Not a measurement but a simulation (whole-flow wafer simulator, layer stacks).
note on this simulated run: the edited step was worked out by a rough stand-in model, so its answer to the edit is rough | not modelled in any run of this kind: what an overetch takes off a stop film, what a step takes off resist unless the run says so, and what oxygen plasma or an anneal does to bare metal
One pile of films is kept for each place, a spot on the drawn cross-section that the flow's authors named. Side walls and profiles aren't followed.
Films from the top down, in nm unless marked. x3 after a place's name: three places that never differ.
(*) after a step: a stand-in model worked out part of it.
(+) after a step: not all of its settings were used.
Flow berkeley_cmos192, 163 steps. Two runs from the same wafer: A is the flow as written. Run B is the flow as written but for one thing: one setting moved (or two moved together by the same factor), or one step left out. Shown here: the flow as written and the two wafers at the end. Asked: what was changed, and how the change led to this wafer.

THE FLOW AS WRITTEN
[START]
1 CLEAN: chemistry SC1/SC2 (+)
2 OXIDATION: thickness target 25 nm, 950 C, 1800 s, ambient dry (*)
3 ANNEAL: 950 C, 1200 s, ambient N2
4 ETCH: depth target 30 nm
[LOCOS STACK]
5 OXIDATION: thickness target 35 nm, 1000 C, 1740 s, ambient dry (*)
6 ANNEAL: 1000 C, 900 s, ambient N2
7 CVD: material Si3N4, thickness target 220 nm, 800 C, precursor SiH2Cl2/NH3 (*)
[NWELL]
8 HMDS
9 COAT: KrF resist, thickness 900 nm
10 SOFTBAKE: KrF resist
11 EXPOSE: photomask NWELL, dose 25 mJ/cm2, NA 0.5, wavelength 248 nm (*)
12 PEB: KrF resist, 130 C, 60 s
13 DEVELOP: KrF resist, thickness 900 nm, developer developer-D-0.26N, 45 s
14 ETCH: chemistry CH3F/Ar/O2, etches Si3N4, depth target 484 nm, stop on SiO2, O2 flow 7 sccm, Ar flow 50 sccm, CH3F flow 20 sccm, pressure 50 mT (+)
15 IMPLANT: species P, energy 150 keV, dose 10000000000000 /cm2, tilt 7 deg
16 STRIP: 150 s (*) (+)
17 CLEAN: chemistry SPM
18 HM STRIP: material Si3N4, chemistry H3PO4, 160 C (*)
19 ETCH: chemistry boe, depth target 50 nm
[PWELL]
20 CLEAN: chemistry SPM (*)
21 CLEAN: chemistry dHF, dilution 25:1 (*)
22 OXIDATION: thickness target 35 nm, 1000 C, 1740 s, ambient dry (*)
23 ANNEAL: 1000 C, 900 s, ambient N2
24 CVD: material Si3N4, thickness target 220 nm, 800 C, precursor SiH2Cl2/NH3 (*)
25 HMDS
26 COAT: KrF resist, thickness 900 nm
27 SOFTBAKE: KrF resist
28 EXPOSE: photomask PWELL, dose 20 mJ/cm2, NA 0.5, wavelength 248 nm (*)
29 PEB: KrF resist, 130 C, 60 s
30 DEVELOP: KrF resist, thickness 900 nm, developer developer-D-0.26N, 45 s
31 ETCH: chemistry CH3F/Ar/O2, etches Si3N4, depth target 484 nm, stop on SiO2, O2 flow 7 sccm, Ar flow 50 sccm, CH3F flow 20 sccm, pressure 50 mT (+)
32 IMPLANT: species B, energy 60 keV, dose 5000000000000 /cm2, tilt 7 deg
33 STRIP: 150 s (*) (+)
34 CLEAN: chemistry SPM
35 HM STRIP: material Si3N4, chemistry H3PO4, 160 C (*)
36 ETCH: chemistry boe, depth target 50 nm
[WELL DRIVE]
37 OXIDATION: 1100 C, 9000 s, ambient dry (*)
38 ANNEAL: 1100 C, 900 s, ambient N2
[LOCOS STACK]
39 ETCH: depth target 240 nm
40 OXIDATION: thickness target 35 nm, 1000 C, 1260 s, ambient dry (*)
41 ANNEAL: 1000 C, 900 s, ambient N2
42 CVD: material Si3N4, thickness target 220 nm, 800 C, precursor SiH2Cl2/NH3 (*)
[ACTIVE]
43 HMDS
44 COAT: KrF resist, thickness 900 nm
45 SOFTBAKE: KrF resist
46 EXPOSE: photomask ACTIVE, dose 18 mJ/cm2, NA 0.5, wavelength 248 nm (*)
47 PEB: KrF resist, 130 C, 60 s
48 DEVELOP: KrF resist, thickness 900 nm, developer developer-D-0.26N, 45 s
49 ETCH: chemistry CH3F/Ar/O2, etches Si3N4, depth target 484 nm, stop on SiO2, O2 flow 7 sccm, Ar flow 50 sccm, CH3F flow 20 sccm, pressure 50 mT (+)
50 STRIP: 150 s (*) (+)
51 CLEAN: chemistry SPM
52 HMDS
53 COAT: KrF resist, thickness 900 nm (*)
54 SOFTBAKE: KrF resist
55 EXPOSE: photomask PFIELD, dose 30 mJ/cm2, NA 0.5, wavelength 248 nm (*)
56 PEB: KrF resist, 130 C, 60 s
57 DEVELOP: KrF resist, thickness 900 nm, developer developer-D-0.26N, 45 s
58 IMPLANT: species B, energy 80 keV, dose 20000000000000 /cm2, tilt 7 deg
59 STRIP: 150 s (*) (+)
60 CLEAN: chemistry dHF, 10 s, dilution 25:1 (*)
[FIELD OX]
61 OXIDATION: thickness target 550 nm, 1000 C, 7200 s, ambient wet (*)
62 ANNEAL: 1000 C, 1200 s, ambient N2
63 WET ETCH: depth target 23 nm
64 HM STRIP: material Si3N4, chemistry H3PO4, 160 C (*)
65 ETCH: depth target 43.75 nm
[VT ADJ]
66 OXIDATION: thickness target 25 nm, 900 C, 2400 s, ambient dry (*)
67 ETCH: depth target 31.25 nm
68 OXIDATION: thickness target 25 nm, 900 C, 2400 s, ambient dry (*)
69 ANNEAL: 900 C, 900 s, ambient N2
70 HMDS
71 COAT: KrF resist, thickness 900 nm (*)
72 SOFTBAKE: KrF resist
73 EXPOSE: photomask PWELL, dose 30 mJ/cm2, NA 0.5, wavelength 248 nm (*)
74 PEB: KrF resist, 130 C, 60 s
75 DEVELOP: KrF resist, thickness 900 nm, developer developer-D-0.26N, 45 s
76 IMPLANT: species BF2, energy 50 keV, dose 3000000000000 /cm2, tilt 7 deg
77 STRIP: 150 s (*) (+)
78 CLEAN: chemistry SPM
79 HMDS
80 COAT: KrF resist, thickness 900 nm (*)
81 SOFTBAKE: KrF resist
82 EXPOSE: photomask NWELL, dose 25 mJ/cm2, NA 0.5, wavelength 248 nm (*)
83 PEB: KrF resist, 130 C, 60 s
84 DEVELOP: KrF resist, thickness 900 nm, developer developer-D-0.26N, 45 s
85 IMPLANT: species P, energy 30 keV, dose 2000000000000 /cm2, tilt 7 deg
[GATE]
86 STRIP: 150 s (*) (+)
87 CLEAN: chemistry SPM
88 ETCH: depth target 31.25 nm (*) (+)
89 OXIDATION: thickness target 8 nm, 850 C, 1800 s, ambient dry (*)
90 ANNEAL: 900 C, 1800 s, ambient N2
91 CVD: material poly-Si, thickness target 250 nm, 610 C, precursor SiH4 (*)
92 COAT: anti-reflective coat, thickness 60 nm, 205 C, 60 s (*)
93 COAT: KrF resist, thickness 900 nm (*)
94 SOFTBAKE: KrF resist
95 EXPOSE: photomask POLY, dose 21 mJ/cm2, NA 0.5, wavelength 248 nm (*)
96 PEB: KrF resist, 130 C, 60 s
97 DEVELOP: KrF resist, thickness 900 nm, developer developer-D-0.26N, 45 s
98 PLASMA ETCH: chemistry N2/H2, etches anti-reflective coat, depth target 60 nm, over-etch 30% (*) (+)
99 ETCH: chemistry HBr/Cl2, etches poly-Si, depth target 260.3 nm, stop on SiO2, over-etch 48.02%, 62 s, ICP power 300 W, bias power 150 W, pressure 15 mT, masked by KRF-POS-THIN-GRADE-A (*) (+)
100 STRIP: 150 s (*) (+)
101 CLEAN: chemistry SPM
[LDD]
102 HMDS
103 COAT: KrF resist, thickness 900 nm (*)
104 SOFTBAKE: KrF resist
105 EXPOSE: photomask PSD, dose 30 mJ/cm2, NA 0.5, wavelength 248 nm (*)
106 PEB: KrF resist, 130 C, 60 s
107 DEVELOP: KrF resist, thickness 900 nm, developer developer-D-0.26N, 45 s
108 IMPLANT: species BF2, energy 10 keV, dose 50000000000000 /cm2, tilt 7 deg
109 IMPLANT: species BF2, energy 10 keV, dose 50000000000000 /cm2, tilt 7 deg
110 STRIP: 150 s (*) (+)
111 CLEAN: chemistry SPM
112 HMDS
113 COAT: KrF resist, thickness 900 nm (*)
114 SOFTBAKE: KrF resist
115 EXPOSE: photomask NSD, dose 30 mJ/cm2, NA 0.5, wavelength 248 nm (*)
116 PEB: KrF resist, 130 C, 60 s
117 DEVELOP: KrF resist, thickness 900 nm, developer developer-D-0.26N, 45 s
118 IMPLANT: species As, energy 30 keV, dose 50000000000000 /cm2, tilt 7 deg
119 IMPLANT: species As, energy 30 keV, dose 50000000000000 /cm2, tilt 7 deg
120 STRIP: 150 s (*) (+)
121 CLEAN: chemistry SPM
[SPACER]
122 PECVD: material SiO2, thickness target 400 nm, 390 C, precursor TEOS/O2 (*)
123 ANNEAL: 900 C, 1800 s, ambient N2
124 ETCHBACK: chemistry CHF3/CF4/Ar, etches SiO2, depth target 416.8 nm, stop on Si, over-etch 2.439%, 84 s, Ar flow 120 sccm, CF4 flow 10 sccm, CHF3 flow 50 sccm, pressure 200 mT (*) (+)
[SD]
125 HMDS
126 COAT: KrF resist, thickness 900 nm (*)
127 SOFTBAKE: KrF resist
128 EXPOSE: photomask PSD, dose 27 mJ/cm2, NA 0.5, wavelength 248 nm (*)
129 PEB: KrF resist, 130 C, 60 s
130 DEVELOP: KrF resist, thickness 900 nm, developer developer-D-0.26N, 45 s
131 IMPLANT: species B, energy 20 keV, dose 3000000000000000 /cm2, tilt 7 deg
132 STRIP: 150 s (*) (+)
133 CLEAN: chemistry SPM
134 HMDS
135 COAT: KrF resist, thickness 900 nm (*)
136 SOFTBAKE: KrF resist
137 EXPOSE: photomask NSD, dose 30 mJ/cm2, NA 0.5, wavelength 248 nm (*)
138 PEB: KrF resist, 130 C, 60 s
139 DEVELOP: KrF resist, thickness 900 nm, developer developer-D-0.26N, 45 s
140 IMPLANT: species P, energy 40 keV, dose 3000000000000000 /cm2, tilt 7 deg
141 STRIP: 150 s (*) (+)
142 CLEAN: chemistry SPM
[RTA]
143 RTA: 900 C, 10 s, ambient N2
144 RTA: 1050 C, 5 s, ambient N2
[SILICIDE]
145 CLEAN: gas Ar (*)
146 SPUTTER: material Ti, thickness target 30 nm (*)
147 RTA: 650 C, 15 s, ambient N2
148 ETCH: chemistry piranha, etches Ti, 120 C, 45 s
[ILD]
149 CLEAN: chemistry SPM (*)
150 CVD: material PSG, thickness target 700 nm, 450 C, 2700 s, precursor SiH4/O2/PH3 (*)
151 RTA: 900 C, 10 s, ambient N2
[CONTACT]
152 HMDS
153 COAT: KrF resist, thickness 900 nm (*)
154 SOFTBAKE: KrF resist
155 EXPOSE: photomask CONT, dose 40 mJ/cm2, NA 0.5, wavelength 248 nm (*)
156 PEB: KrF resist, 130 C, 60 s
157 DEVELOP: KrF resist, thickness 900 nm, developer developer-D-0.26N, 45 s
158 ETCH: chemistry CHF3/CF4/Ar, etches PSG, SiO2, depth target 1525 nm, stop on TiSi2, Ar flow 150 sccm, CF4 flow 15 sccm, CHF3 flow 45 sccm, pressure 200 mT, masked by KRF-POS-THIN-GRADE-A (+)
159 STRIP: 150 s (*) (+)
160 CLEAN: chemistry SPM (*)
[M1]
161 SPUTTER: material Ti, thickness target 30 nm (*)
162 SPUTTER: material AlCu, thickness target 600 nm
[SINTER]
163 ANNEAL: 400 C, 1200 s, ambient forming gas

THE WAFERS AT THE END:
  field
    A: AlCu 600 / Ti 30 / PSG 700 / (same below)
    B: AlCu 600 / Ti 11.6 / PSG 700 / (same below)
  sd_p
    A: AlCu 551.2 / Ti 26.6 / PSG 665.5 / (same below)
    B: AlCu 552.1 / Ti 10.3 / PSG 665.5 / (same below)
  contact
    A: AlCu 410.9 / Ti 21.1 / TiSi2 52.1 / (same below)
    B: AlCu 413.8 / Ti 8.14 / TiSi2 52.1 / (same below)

The cause: step 161, SPUTTER: thickness target 11.58 nm was run, where the flow has thickness target 30 nm.
It can be read off the wafer: field has Ti 11.6, and step 161 as written asks for 30 nm.

How the change led to this, step by step:
  161 SPUTTER: material Ti, thickness target 30 nm (*)
      field, sd_n, spacer_n, gate, spacer_p, gate_p, m1: A Ti +30 (new film) | B Ti +11.6 (new film)
      sd_p: A Ti +26.6 (new film) | B Ti +10.3 (new film)
      (and at 1 more place)
